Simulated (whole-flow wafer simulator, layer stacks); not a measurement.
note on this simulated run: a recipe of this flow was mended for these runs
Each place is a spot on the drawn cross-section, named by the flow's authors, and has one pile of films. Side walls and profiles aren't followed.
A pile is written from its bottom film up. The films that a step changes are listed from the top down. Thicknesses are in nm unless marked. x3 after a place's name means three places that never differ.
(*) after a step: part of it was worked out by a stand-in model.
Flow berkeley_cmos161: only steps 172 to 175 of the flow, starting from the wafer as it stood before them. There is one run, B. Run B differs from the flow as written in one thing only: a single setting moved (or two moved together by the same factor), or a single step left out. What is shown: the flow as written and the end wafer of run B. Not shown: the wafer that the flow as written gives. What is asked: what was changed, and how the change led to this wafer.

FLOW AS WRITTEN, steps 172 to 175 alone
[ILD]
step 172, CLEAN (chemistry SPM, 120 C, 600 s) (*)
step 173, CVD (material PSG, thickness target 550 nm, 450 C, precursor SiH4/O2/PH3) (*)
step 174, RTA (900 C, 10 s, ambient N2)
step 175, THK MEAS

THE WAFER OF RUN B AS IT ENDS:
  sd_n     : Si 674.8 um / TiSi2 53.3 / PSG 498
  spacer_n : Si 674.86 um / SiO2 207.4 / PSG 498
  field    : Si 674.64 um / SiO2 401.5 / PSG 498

What caused this: step 173, CVD: thickness target 498 nm was run, though the flow has thickness target 550 nm.
The wafer lets one read it off: sd_n has PSG 498, and step 173 as written asks for 550 nm.

Step by step, how the change led to this:
  step 173, CVD (material PSG, thickness target 550 nm, 450 C, precursor SiH4/O2/PH3) (*)
      field, sd_n, spacer_n, gate_n, spacer_p, gate_p, contact x2: +498 PSG (new film) (it would be, as written: +550 PSG (new film))
      sd_p: +473.6 PSG (new film) (it would be, as written: +522.4 PSG (new film))
